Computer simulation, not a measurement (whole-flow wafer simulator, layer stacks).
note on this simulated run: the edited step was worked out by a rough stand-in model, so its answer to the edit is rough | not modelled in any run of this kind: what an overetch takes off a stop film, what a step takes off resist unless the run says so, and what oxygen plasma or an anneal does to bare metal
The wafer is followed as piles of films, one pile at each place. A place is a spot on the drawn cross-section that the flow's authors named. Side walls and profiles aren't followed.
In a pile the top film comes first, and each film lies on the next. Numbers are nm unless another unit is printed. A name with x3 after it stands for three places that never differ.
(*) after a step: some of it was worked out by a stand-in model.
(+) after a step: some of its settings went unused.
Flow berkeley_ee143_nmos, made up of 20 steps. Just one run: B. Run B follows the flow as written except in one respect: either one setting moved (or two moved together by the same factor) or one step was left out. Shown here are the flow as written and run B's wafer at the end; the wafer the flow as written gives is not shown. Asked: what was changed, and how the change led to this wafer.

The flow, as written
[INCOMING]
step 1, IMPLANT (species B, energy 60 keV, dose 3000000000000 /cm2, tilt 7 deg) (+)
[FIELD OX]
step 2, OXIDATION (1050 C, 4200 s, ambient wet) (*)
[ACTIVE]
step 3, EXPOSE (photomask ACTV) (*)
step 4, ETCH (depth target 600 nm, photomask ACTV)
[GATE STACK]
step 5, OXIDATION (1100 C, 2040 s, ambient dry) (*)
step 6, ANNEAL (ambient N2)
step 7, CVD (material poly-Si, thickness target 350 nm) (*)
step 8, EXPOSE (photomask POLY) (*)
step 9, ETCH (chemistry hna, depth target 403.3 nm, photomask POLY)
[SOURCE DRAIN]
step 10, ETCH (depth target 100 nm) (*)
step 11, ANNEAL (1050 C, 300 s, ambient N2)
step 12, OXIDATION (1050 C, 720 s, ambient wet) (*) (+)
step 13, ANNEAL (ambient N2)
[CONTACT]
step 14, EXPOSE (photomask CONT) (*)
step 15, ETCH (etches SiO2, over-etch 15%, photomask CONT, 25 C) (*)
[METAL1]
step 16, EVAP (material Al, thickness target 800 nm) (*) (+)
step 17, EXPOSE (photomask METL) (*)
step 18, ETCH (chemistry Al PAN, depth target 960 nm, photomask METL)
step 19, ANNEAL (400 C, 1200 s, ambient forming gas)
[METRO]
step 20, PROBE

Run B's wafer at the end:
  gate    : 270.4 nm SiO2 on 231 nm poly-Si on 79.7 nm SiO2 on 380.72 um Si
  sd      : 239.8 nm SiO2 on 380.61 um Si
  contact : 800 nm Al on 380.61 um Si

The reason: step 12, OXIDATION: 1008 s was run, though the flow has 720 s.

Step by step, how the change led to this:
  step 12, OXIDATION (1050 C, 720 s, ambient wet) (*) (+)
      sd, contact: SiO2 gains 239.8 (new film), Si loses 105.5 (in the flow as written it would be: SiO2 gains 189.4 (new film), Si loses 83.4)
      gate: SiO2 gains 270.4 (new film), poly-Si loses 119 (in the flow as written it would be: SiO2 gains 217.6 (new film), poly-Si loses 95.7)
      (also at 1 further place)
  step 15, ETCH (etches SiO2, over-etch 15%, photomask CONT, 25 C) (*)
      contact: SiO2 loses 239.8 (all of it) (in the flow as written it would be: SiO2 loses 189.4 (all of it))
